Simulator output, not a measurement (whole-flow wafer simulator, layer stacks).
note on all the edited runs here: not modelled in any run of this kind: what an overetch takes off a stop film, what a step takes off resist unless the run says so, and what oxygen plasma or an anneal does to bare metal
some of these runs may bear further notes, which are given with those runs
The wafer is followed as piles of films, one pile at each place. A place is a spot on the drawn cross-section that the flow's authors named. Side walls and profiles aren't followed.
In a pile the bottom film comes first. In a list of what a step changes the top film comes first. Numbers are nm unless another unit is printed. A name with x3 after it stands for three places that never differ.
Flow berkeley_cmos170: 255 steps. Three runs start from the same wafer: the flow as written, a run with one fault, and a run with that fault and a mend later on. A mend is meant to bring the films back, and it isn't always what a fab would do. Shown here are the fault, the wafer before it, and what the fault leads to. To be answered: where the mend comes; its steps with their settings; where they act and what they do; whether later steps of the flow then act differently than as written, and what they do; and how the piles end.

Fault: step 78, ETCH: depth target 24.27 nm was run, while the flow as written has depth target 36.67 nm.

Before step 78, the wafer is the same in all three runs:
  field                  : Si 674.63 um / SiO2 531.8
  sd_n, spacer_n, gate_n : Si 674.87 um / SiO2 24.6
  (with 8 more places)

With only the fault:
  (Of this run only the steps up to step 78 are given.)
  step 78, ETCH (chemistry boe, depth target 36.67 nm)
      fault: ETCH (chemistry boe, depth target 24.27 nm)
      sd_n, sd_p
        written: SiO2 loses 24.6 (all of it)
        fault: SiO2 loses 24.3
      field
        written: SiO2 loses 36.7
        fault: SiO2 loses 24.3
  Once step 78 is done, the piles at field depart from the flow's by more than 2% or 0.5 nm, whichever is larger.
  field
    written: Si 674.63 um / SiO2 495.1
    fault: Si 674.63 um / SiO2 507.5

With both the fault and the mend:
  The mend stands after step 78.
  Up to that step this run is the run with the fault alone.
  step 78a, ETCH (chemistry boe, depth target 12.39 nm) (the flow's step 78 again, with other settings)
      sd_n, sd_p
        SiO2 loses 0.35 (all of it)
      field
        SiO2 loses 12.4
  None of the later steps of the flow differs from how it acts as written, at any place that is followed, by more than 2% or 0.5 nm, whichever is larger.
  By the end, the piles equal the flow's at every place that both follow.
